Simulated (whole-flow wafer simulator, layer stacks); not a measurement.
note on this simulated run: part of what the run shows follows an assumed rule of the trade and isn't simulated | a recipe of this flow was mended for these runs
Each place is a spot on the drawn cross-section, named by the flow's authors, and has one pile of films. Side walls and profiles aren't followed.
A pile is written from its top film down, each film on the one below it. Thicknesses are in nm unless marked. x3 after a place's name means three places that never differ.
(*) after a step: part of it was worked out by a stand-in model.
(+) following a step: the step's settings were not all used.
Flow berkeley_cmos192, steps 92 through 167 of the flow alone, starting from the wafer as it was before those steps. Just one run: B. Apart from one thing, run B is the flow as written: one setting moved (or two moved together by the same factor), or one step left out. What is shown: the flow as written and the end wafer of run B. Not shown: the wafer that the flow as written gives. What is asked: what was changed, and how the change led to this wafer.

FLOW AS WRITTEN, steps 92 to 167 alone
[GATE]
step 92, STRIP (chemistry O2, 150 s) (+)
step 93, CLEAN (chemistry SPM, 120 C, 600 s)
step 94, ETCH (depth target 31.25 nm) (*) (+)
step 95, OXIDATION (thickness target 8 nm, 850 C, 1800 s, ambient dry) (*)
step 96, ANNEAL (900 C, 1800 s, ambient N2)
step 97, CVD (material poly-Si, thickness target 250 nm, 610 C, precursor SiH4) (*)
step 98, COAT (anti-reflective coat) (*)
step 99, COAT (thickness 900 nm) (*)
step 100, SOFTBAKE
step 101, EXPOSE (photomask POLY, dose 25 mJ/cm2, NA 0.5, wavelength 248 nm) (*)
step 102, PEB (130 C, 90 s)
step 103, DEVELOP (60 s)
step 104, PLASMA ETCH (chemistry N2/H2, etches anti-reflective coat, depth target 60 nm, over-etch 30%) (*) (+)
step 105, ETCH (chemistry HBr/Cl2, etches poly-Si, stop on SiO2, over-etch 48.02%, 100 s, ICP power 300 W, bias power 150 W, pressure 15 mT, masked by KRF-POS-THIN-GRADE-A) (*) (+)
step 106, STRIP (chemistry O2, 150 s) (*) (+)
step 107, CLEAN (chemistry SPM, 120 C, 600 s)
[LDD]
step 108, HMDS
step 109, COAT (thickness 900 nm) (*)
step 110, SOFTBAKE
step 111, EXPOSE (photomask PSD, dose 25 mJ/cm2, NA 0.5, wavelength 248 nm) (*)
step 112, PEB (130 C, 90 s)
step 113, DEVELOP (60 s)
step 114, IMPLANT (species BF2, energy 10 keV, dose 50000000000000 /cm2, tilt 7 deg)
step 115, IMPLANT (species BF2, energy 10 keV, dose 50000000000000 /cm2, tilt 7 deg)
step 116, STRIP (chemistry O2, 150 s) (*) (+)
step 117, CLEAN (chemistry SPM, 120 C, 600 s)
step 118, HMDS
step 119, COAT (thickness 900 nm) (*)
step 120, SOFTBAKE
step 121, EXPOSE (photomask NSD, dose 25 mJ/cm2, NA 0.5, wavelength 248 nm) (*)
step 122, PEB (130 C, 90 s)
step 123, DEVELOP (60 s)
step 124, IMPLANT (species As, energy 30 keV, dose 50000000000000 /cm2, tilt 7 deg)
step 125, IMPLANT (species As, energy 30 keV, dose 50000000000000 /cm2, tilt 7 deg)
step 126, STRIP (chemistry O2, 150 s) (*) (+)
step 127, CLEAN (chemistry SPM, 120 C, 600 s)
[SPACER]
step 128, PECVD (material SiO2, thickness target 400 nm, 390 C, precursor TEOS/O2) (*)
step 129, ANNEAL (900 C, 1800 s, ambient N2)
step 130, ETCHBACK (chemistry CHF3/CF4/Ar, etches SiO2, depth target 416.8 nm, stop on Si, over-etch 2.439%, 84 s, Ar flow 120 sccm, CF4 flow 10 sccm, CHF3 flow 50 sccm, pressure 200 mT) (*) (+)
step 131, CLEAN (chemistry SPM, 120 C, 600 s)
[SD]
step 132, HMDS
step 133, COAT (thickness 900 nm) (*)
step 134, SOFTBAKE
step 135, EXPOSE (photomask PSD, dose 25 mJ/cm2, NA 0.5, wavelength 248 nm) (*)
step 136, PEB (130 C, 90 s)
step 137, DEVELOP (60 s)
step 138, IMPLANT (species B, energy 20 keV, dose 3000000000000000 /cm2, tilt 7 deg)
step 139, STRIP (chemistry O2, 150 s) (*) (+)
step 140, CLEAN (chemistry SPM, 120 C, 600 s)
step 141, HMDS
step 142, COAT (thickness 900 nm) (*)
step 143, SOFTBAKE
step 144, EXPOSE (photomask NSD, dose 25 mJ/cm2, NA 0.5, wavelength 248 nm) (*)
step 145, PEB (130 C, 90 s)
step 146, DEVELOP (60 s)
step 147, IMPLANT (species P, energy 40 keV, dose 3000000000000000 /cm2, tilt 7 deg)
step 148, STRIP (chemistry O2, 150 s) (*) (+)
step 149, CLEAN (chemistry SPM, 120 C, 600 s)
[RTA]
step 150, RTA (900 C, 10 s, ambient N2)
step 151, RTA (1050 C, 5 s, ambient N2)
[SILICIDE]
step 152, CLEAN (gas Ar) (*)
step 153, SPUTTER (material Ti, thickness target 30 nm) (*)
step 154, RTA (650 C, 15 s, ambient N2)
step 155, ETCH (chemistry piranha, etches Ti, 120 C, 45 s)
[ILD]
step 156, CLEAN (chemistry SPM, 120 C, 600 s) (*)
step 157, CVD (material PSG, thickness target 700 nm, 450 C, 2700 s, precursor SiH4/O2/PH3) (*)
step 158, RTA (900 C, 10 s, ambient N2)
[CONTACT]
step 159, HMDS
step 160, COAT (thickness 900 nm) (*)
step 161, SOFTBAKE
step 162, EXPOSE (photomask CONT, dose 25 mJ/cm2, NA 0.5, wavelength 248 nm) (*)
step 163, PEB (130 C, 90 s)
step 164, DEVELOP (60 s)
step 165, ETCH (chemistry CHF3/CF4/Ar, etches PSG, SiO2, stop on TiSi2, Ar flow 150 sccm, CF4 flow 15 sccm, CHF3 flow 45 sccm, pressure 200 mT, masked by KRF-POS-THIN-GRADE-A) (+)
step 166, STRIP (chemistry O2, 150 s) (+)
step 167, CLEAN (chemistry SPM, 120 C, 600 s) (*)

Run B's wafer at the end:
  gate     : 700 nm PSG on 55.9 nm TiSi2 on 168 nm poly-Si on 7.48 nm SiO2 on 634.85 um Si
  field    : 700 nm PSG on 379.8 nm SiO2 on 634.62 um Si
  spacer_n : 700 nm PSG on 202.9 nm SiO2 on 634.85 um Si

What caused this: step 97, CVD: thickness target 227 nm was run, though the flow has thickness target 250 nm.

Step by step, how the change led to this:
  step 97, CVD (material poly-Si, thickness target 250 nm, 610 C, precursor SiH4) (*)
      field, sd_n, spacer_n and 6 more: +227 poly-Si (new film) (in the flow as written it would be: +250 poly-Si (new film))
  step 105, ETCH (chemistry HBr/Cl2, etches poly-Si, stop on SiO2, over-etch 48.02%, 100 s, ICP power 300 W, bias power 150 W, pressure 15 mT, masked by KRF-POS-THIN-GRADE-A) (*) (+)
      spacer_n, spacer_p: -223.2 poly-Si (all of it), -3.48 SiO2 (in the flow as written it would be: -246.2 poly-Si (all of it), -1.71 SiO2)
      field: -223.1 poly-Si (all of it), -3.48 SiO2 (in the flow as written it would be: -246.1 poly-Si (all of it), -1.71 SiO2)
      (as well as at 4 more places)
  step 109, COAT (thickness 900 nm) (*)
      gate: +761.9 KrF-resist (new film) (in the flow as written it would be: +743.5 KrF-resist (new film))
      gate_p: +758.2 KrF-resist (new film) (in the flow as written it would be: +739.8 KrF-resist (new film))
  step 113, DEVELOP (60 s)
      gate_p: -756.5 KrF-resist (all of it) (in the flow as written it would be: -738.2 KrF-resist (all of it))
  step 116, STRIP (chemistry O2, 150 s) (*) (+)
      gate: -745.3 KrF-resist (all of it), +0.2 chemical SiO2, -0.09 poly-Si (in the flow as written it would be: -727 KrF-resist (all of it), +0.2 chemical SiO2, -0.09 poly-Si)
  step 119, COAT (thickness 900 nm) (*)
      gate: +761.8 KrF-resist (new film) (in the flow as written it would be: +743.4 KrF-resist (new film))
      gate_p: +758 KrF-resist (new film) (in the flow as written it would be: +739.7 KrF-resist (new film))
  step 123, DEVELOP (60 s)
      gate: -760.1 KrF-resist (all of it) (in the flow as written it would be: -741.9 KrF-resist (all of it))
  step 126, STRIP (chemistry O2, 150 s) (*) (+)
      gate_p: -741.5 KrF-resist (all of it), +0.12 chemical SiO2, -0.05 poly-Si (in the flow as written it would be: -723.2 KrF-resist (all of it), +0.12 chemical SiO2, -0.05 poly-Si)
  step 130, ETCHBACK (chemistry CHF3/CF4/Ar, etches SiO2, depth target 416.8 nm, stop on Si, over-etch 2.439%, 84 s, Ar flow 120 sccm, CF4 flow 10 sccm, CHF3 flow 50 sccm, pressure 200 mT) (*) (+)
      spacer_n, spacer_p: -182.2 SiO2 (in the flow as written it would be: -161 SiO2)
  step 133, COAT (thickness 900 nm) (*)
      spacer_n: +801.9 KrF-resist (new film) (in the flow as written it would be: +785.3 KrF-resist (new film))
      gate: +781 KrF-resist (new film) (in the flow as written it would be: +764.7 KrF-resist (new film))
      (as well as at 2 more places)
  step 137, DEVELOP (60 s)
      spacer_p: -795 KrF-resist (all of it) (in the flow as written it would be: -778.4 KrF-resist (all of it))
      gate_p: -773.9 KrF-resist (all of it) (in the flow as written it would be: -757.7 KrF-resist (all of it))
  step 139, STRIP (chemistry O2, 150 s) (*) (+)
      spacer_n: -785.3 KrF-resist (all of it) (in the flow as written it would be: -768.7 KrF-resist (all of it))
      gate: -764.4 KrF-resist (all of it), +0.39 chemical SiO2, -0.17 poly-Si (in the flow as written it would be: -748.1 KrF-resist (all of it), +0.39 chemical SiO2, -0.17 poly-Si)
  step 142, COAT (thickness 900 nm) (*)
      spacer_n: +802 KrF-resist (new film) (in the flow as written it would be: +785.4 KrF-resist (new film))
      gate: +780.9 KrF-resist (new film) (in the flow as written it would be: +764.6 KrF-resist (new film))
      (as well as at 2 more places)
  step 146, DEVELOP (60 s)
      spacer_n: -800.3 KrF-resist (all of it) (in the flow as written it would be: -783.7 KrF-resist (all of it))
      gate: -779.2 KrF-resist (all of it) (in the flow as written it would be: -762.9 KrF-resist (all of it))
  step 148, STRIP (chemistry O2, 150 s) (*) (+)
      spacer_p: -780.2 KrF-resist (all of it) (in the flow as written it would be: -763.6 KrF-resist (all of it))
      gate_p: -758.8 KrF-resist (all of it), +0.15 chemical SiO2 (in the flow as written it would be: -742.5 KrF-resist (all of it), +0.15 chemical SiO2)
